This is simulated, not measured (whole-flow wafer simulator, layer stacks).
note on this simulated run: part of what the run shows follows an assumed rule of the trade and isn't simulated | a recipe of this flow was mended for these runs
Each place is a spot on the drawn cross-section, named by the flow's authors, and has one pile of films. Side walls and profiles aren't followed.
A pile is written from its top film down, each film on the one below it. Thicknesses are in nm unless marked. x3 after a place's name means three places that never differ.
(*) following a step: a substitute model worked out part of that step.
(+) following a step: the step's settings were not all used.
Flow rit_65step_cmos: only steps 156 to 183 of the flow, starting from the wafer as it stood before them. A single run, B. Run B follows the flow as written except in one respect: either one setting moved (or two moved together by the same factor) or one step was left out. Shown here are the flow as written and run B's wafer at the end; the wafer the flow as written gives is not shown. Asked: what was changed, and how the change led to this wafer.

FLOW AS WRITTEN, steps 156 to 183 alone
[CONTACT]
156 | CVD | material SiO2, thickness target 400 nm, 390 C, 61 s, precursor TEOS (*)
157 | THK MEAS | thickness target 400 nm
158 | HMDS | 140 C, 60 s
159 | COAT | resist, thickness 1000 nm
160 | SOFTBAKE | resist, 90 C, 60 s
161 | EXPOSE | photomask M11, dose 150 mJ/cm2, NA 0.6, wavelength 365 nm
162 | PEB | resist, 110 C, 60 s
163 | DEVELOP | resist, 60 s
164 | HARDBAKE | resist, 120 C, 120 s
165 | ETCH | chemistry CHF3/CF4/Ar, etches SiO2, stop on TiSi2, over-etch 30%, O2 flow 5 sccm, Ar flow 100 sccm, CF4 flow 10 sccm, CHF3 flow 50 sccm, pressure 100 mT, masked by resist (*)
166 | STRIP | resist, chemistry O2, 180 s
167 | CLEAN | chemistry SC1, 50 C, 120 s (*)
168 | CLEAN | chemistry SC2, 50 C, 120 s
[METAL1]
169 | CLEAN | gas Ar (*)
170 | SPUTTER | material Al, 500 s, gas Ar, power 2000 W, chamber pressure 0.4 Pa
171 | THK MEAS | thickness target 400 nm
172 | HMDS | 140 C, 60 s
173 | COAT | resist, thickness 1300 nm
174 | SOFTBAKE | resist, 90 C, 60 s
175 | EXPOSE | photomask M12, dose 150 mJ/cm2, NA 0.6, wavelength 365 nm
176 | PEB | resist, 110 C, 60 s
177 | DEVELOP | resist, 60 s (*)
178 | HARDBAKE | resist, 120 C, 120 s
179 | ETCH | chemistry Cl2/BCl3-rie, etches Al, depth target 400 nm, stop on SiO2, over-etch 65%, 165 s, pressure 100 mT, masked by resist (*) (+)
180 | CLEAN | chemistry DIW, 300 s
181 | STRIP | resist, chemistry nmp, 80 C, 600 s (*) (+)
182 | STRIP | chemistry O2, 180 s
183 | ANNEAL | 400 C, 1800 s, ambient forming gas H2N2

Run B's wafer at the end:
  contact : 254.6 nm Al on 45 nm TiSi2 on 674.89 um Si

Cause: step 165, ETCH: over-etch 42.4% was run, whereas the flow has over-etch 30%.

The path from the change to this, step by step:
  165 | ETCH | chemistry CHF3/CF4/Ar, etches SiO2, stop on TiSi2, over-etch 30%, O2 flow 5 sccm, Ar flow 100 sccm, CF4 flow 10 sccm, CHF3 flow 50 sccm, pressure 100 mT, masked by resist (*)
      field, field_pw, field_nw and 10 more: -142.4 resist (as written it would have been: -130 resist)
      contact: -400 SiO2 (all of it), -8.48 TiSi2 (as written it would have been: -400 SiO2 (all of it), -6 TiSi2)
  166 | STRIP | resist, chemistry O2, 180 s
      gate_n: -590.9 resist (all of it) (as written it would have been: -603.3 resist (all of it))
      gate_p: -590.8 resist (all of it) (as written it would have been: -603.2 resist (all of it))
